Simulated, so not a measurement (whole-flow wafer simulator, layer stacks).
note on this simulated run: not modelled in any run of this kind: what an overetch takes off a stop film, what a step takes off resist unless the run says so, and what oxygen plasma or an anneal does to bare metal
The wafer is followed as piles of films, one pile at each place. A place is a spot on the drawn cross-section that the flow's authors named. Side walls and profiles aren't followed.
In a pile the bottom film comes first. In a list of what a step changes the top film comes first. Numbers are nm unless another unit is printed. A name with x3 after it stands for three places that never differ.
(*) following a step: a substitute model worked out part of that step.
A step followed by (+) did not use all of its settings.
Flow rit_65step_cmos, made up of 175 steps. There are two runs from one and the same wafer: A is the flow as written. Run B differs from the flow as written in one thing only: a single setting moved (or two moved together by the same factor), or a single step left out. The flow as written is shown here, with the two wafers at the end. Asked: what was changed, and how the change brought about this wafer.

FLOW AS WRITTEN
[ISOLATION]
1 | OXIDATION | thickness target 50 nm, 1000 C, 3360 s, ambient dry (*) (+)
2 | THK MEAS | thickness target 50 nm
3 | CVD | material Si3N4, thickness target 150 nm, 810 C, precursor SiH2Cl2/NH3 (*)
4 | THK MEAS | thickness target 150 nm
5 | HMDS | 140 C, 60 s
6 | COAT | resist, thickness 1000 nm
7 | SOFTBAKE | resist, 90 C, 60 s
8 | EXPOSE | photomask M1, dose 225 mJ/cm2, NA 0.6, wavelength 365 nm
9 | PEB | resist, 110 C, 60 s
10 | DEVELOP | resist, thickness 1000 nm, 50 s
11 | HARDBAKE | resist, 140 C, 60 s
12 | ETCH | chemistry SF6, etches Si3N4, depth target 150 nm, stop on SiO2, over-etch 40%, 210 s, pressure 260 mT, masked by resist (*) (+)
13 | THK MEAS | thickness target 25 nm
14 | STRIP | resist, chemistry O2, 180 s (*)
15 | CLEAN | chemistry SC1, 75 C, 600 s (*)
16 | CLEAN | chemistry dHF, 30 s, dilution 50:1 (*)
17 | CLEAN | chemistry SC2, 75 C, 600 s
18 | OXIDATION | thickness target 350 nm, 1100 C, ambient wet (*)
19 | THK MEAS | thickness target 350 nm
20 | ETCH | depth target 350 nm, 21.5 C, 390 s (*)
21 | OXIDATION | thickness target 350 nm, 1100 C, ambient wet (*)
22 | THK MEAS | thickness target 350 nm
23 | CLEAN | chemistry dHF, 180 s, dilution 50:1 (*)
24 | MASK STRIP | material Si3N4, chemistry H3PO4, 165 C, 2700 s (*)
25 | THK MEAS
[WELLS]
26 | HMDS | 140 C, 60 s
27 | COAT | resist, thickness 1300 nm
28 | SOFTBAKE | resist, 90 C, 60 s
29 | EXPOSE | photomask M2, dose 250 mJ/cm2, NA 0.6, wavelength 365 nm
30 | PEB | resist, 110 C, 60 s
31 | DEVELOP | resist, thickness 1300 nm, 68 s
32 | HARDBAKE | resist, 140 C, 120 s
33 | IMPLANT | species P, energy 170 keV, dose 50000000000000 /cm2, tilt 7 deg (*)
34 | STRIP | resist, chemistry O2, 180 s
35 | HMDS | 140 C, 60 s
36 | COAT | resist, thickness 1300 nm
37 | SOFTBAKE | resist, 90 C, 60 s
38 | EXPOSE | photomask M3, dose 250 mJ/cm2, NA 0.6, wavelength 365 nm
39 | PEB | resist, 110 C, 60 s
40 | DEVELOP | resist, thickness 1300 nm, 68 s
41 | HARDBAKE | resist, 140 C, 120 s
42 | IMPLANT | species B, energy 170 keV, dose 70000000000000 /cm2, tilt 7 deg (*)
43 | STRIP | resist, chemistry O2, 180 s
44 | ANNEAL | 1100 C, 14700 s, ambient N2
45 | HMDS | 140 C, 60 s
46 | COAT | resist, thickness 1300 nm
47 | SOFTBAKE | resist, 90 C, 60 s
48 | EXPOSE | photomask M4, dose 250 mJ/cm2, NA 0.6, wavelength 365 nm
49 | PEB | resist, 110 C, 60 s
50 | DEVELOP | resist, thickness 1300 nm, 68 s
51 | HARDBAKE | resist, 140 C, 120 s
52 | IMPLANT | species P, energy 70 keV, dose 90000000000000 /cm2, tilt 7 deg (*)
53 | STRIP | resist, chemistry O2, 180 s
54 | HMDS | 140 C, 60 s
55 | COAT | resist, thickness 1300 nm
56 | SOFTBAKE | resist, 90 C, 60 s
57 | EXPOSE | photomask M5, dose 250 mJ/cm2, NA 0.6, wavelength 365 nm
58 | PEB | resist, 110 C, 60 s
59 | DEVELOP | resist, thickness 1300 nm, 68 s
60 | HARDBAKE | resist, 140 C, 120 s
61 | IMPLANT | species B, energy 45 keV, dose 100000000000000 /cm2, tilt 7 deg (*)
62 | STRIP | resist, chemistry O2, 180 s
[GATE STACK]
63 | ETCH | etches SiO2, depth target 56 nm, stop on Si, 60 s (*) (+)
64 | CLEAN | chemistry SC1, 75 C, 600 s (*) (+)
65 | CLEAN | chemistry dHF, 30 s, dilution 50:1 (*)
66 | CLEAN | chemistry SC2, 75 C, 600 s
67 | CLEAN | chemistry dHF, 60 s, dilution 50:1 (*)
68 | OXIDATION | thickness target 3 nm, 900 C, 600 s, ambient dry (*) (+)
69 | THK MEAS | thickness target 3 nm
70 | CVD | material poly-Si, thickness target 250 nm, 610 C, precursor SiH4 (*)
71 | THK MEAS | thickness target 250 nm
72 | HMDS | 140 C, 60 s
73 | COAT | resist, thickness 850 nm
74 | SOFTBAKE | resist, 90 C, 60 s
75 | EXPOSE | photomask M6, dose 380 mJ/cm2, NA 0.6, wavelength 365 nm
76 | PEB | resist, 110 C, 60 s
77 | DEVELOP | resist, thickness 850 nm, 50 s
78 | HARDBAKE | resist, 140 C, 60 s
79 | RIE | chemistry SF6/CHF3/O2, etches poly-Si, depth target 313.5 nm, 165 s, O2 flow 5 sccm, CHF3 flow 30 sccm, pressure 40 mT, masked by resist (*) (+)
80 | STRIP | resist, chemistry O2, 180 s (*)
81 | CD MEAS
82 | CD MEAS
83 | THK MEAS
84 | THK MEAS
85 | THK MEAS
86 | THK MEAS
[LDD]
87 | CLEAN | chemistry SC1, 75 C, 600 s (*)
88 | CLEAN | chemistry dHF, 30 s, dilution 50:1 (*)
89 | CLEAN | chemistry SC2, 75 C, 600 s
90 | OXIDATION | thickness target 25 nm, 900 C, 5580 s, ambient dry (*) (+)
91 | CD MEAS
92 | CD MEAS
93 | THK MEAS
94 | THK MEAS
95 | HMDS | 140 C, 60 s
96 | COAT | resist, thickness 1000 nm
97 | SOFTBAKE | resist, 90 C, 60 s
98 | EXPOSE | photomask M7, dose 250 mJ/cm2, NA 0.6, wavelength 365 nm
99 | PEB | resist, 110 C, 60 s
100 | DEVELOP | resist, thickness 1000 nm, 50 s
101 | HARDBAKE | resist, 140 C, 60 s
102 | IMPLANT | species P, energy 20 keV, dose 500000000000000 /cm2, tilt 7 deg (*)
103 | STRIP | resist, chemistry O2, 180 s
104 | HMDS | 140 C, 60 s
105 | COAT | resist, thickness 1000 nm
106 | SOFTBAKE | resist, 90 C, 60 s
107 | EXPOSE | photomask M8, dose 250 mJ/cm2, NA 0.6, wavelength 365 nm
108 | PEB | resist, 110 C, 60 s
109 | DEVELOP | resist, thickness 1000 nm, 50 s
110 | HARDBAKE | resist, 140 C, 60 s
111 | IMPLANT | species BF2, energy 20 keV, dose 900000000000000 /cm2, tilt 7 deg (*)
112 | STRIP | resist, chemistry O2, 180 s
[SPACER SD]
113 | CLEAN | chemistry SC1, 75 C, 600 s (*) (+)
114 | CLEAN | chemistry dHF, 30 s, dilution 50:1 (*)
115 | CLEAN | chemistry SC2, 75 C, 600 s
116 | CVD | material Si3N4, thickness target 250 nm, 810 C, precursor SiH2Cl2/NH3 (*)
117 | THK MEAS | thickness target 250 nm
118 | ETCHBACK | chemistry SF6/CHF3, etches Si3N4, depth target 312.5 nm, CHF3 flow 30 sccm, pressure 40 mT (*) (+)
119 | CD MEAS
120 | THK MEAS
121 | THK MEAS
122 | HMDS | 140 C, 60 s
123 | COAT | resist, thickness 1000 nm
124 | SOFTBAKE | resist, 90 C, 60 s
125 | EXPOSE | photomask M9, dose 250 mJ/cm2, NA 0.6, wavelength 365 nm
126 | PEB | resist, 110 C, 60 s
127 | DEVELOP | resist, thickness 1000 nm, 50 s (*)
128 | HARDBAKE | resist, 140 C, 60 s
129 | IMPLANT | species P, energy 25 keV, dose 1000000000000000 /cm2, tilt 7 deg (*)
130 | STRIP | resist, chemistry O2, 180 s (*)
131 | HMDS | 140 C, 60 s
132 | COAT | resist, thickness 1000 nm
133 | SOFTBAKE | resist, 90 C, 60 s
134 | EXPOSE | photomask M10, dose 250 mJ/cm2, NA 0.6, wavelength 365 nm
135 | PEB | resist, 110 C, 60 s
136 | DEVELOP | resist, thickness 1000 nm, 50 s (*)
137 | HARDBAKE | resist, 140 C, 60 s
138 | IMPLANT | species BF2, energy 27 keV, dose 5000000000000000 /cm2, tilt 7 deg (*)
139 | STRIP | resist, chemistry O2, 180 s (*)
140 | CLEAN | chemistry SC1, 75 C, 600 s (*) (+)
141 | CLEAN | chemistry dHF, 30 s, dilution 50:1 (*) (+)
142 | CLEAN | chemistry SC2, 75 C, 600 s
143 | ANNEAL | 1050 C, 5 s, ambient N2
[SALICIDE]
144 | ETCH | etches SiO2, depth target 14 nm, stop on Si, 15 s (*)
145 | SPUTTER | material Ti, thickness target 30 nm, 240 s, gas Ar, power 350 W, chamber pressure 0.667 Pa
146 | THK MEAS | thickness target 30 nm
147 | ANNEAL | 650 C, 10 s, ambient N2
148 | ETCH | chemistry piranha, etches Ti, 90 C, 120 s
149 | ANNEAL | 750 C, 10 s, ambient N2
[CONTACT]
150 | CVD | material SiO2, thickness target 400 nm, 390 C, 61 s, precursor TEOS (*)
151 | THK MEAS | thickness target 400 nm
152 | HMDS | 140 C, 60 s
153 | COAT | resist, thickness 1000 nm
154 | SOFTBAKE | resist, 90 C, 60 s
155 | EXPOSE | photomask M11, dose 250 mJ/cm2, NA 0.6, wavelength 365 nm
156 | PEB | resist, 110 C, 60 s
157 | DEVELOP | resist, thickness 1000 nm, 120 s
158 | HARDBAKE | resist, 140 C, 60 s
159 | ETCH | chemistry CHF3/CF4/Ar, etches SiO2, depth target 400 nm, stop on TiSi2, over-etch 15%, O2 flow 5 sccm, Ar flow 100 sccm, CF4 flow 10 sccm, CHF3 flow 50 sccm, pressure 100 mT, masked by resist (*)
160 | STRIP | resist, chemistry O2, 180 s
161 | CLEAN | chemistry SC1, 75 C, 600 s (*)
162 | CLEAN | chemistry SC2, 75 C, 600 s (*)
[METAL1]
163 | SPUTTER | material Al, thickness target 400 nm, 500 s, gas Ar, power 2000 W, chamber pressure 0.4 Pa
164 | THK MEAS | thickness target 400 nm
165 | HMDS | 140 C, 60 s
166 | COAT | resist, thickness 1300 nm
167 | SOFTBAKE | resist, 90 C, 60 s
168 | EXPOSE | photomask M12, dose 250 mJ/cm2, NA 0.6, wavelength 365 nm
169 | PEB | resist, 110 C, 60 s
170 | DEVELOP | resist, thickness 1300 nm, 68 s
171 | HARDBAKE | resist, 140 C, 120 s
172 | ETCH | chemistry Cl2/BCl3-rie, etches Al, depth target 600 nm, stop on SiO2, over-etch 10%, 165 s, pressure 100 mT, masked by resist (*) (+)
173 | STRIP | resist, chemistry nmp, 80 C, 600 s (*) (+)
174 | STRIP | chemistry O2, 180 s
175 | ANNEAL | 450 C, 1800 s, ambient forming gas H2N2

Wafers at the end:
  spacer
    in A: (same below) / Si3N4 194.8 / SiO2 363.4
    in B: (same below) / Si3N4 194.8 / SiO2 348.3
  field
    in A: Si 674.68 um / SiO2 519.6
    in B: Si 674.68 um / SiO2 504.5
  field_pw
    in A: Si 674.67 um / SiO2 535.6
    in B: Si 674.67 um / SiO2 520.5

Cause: step 163, SPUTTER: power 1396 W was run, though the flow has power 2000 W.

The path from the change to this, step by step:
  163 | SPUTTER | material Al, thickness target 400 nm, 500 s, gas Ar, power 2000 W, chamber pressure 0.4 Pa
      field, field_p, spacer, spacer_p: A Al gains 400 (new film) | B Al gains 279.2 (new film)
      gate_n, gate_p: A Al gains 396 (new film) | B Al gains 279.2 (new film)
      (also at 2 further places)
  172 | ETCH | chemistry Cl2/BCl3-rie, etches Al, depth target 600 nm, stop on SiO2, over-etch 10%, 165 s, pressure 100 mT, masked by resist (*) (+)
      field, field_p, spacer, spacer_p: A Al loses 400 (all of it), SiO2 loses 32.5 | B Al loses 279.2 (all of it), SiO2 loses 47.6
      gate_n, gate_p: A Al loses 396 (all of it), SiO2 loses 33 | B Al loses 279.2 (all of it), SiO2 loses 47.6
      (also at 2 further places)
